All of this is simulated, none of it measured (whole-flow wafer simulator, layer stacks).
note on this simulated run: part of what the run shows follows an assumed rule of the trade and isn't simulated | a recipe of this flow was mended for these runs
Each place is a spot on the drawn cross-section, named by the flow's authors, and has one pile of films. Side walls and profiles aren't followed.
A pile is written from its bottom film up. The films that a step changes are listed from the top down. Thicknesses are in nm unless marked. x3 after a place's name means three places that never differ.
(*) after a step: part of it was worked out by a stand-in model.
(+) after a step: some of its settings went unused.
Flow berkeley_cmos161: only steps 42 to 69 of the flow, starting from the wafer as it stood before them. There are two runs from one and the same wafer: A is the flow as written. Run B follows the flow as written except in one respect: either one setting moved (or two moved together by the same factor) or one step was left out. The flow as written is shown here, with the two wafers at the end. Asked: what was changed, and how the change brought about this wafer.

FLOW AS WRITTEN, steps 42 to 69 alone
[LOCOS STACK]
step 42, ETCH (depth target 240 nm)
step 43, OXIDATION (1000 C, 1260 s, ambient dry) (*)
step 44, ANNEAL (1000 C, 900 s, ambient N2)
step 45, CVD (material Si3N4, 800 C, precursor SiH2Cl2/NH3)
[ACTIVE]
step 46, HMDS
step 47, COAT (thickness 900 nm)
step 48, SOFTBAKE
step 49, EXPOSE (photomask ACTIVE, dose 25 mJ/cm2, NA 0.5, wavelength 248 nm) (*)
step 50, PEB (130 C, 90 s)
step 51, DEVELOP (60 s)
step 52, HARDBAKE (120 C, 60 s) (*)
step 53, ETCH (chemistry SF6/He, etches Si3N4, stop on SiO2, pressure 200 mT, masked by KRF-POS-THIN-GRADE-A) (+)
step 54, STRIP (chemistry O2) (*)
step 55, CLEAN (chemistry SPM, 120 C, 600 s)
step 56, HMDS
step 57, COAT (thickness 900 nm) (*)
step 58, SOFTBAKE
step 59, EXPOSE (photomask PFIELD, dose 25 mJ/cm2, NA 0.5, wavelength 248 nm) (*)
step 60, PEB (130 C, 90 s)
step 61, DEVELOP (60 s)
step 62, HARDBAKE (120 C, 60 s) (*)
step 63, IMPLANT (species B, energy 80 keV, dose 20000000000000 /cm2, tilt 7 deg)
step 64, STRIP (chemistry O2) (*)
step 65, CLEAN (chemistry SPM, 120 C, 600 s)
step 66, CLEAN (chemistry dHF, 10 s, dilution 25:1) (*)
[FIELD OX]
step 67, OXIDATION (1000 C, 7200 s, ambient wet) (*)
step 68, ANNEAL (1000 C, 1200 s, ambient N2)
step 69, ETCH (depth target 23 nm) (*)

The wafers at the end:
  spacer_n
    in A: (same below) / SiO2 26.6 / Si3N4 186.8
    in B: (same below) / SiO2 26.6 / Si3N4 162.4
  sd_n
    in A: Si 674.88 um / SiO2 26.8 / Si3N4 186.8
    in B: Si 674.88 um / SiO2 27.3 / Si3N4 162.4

What caused this: step 45, CVD: 788 C was run, whereas the flow has 800 C.

How this came from the change, step by step:
  step 45, CVD (material Si3N4, 800 C, precursor SiH2Cl2/NH3)
      field, sd_n, spacer_n and 6 more: A +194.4 Si3N4 (new film) | B +170.1 Si3N4 (new film)
  step 53, ETCH (chemistry SF6/He, etches Si3N4, stop on SiO2, pressure 200 mT, masked by KRF-POS-THIN-GRADE-A) (+)
      sd_n, spacer_n, gate_n, sd_p, spacer_p, gate_p, contact, m1: A -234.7 KrF-resist | B -208.2 KrF-resist
      field: A -194.4 Si3N4 (all of it), -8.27 SiO2 | B -170.1 Si3N4 (all of it), -8.27 SiO2
  step 54, STRIP (chemistry O2) (*)
      sd_n, spacer_n, gate_n, sd_p, spacer_p, gate_p, contact, m1: A -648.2 KrF-resist (all of it) | B -674.7 KrF-resist (all of it)
  step 67, OXIDATION (1000 C, 7200 s, ambient wet) (*)
      sd_n, sd_p: A +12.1 SiO2 (new film), -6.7 Si3N4, +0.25 SiO2, -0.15 Si | B +12.1 SiO2 (new film), -6.7 Si3N4, +0.77 SiO2, -0.35 Si
